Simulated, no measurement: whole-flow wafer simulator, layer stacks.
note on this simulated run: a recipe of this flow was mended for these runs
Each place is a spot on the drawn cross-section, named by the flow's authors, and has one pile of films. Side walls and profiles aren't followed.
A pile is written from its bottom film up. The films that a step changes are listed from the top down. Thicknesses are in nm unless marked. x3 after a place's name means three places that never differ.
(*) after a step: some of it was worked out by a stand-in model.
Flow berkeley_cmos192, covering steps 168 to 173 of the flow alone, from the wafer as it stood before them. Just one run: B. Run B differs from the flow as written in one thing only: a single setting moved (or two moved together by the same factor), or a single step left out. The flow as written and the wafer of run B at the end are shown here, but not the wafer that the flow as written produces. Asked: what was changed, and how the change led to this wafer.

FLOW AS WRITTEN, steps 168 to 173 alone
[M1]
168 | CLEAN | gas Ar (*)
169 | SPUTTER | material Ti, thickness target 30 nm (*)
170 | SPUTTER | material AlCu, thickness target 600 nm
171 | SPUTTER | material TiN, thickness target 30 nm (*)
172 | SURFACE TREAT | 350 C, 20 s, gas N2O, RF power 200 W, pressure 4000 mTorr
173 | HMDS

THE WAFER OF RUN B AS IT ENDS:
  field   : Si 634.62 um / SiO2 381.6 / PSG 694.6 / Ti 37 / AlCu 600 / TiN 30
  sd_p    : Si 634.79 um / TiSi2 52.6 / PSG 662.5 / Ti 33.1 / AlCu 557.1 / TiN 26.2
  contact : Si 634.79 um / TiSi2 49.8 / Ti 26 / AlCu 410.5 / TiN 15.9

The reason: step 169, SPUTTER: thickness target 37 nm was run, though the flow has thickness target 30 nm.
One can read it off the wafer: field has Ti 37, and step 169 as written asks for 30 nm.

How this came from the change, step by step:
  169 | SPUTTER | material Ti, thickness target 30 nm (*)
      field, sd_n, spacer_n, gate, spacer_p, gate_p, m1: +37 Ti (new film) (as written it would have been: +30 Ti (new film))
      sd_p: +33.1 Ti (new film) (as written it would have been: +26.8 Ti (new film))
      (as well as at 1 more place)
